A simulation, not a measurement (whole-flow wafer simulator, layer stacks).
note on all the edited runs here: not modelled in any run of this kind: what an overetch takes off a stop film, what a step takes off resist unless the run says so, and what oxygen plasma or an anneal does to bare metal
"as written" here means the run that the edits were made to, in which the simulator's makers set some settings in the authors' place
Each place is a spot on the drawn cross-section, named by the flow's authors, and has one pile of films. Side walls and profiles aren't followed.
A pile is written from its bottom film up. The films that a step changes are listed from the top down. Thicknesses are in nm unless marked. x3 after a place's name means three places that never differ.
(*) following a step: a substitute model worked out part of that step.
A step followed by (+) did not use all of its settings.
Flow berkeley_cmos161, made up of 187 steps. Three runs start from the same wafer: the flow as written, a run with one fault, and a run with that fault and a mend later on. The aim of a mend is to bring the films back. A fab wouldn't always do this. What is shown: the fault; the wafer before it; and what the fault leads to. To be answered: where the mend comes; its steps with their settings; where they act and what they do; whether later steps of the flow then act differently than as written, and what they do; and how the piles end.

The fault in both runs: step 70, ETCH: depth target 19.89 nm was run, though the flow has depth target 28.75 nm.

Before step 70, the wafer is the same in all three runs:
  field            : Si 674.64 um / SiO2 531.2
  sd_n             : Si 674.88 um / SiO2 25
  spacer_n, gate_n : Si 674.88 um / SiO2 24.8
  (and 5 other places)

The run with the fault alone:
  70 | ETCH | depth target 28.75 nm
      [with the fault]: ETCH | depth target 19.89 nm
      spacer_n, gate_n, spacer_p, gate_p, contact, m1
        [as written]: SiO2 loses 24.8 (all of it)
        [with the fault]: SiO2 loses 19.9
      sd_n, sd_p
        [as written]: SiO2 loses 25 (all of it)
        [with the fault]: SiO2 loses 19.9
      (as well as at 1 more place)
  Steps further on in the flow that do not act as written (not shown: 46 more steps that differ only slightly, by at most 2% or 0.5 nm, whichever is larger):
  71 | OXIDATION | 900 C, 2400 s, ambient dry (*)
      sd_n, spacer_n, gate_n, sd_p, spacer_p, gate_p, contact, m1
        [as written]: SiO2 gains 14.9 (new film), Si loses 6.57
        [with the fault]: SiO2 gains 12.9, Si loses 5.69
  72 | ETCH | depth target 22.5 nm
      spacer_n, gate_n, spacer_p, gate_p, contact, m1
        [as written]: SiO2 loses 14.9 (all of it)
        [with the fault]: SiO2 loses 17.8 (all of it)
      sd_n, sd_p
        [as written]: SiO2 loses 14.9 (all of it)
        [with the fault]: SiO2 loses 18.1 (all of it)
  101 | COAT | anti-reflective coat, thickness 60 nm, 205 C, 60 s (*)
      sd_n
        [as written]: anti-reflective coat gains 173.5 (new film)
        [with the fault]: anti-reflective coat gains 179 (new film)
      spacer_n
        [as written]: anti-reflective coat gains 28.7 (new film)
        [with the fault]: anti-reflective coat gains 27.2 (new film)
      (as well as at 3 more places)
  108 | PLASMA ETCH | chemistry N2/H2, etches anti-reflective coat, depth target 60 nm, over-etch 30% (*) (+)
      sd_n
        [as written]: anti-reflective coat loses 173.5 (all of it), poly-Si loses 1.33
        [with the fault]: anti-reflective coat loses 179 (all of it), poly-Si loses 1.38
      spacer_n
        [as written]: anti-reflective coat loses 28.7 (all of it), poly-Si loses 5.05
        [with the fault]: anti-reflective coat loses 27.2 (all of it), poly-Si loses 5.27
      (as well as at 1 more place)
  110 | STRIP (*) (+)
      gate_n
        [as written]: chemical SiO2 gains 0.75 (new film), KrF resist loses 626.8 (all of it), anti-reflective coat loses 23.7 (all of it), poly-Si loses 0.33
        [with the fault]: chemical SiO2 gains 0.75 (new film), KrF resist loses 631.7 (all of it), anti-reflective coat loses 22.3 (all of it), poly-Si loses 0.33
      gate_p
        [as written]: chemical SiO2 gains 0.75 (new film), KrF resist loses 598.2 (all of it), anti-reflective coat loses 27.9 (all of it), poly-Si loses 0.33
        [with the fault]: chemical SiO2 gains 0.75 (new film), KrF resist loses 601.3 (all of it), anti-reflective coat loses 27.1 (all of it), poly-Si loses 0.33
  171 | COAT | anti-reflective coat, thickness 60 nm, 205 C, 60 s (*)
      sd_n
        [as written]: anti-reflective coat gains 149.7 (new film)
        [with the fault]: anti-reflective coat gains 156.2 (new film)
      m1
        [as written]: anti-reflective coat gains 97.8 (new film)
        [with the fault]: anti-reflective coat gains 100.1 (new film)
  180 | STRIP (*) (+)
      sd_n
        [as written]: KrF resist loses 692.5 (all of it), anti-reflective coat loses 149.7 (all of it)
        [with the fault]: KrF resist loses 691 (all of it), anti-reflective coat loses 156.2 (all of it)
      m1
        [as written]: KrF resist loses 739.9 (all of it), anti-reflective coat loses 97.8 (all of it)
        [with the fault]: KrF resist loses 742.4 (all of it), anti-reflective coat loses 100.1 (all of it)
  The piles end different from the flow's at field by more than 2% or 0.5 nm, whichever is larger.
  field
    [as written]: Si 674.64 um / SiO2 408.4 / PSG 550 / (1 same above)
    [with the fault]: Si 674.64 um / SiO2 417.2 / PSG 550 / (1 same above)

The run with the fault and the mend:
  The mend stands after step 70.
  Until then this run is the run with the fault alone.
  70a | ETCH | depth target 8.855 nm (a further turn of the flow's step 70, with different settings)
      spacer_n, gate_n, spacer_p, gate_p, contact, m1
        SiO2 loses 4.91 (all of it)
      sd_n, sd_p
        SiO2 loses 5.15 (all of it)
      field
        SiO2 loses 8.86
  Later steps of the flow that are run all act as written at every place that is followed, up to a difference of at most 2% or 0.5 nm, whichever is larger.
  At every place that both follow, the piles at the end match the flow's.
